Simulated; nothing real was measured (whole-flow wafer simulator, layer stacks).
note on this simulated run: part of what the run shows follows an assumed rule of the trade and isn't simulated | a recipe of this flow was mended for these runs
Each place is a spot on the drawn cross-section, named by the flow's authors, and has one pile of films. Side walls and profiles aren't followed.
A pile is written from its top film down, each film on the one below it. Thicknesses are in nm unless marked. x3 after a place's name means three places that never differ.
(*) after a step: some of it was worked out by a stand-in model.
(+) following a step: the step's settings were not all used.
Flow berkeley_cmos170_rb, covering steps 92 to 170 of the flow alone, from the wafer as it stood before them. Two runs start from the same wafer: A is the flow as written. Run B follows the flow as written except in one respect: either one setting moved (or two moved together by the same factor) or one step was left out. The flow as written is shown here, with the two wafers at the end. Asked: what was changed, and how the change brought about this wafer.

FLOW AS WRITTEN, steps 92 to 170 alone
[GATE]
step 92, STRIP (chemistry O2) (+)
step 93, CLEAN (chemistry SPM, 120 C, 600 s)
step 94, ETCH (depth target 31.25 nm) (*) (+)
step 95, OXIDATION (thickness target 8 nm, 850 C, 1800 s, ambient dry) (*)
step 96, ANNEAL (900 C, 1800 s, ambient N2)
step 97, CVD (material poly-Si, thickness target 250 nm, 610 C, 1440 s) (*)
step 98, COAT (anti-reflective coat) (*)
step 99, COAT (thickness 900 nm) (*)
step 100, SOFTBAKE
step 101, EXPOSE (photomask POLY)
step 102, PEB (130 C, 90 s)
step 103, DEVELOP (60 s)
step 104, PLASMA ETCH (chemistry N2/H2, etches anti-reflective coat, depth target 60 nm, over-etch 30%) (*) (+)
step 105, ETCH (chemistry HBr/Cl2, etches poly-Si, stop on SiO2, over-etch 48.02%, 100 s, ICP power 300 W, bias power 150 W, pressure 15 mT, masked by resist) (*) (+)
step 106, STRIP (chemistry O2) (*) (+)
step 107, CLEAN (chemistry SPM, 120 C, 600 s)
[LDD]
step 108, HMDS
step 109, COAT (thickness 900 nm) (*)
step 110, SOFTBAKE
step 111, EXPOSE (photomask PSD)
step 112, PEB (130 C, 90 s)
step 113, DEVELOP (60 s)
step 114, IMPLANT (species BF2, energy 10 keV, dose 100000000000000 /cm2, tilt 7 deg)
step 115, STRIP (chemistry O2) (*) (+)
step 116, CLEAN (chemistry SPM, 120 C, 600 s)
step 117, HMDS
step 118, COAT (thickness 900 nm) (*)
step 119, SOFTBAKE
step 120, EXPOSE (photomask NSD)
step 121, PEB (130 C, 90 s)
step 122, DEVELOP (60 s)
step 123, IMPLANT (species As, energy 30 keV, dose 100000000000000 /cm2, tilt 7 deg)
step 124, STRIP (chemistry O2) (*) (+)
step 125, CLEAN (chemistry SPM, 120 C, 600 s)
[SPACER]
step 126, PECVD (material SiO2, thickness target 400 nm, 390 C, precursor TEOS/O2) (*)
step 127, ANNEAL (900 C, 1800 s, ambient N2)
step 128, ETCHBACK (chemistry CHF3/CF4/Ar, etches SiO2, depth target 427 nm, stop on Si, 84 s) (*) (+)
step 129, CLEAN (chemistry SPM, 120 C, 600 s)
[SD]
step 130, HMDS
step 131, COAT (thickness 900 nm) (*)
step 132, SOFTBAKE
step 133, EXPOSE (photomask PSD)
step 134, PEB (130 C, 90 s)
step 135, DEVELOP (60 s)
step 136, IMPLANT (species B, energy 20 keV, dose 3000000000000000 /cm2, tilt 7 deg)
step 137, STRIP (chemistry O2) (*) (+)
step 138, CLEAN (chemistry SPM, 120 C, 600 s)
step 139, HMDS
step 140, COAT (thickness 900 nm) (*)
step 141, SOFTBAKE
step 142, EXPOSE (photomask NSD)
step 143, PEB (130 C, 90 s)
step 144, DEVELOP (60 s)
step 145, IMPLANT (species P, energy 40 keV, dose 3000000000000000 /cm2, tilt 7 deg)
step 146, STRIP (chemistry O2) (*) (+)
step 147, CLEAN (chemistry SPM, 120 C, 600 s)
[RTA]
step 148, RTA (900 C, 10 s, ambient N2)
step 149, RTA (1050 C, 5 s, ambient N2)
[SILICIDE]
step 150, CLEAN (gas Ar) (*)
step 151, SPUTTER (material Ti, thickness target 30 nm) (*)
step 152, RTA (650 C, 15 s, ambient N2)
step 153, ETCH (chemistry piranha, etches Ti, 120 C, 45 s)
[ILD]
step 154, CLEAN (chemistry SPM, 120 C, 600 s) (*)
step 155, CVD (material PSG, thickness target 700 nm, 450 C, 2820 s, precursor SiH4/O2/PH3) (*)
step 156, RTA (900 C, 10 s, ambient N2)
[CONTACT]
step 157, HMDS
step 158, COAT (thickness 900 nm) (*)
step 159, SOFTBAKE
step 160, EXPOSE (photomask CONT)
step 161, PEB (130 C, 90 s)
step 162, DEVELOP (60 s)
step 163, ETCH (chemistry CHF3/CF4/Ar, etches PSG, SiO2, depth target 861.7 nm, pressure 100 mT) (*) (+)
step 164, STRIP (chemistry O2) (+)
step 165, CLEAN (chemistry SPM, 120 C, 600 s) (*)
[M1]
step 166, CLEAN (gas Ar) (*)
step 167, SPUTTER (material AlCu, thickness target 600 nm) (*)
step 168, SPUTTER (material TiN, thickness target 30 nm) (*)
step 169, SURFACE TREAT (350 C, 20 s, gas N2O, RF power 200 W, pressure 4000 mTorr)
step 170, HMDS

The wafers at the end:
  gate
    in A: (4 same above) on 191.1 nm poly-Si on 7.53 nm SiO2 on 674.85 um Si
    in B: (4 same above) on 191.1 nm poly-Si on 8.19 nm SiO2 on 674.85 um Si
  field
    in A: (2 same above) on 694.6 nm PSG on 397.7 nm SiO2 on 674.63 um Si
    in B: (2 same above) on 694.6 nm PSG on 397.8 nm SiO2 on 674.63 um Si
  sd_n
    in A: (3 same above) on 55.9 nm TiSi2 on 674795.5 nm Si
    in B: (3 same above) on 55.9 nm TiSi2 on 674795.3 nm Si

What caused this: step 95, OXIDATION: thickness target 9.2 nm was run, though the flow has thickness target 8 nm; step 95, OXIDATION: 2070 s was run, where the flow has 1800 s.

How this came from the change, step by step:
  step 95, OXIDATION (thickness target 8 nm, 850 C, 1800 s, ambient dry) (*)
      sd_n, spacer_n, gate, sd_p, spacer_p, gate_p, contact, m1: A SiO2 gains 7.53 (new film), Si loses 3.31 | B SiO2 gains 8.19 (new film), Si loses 3.6
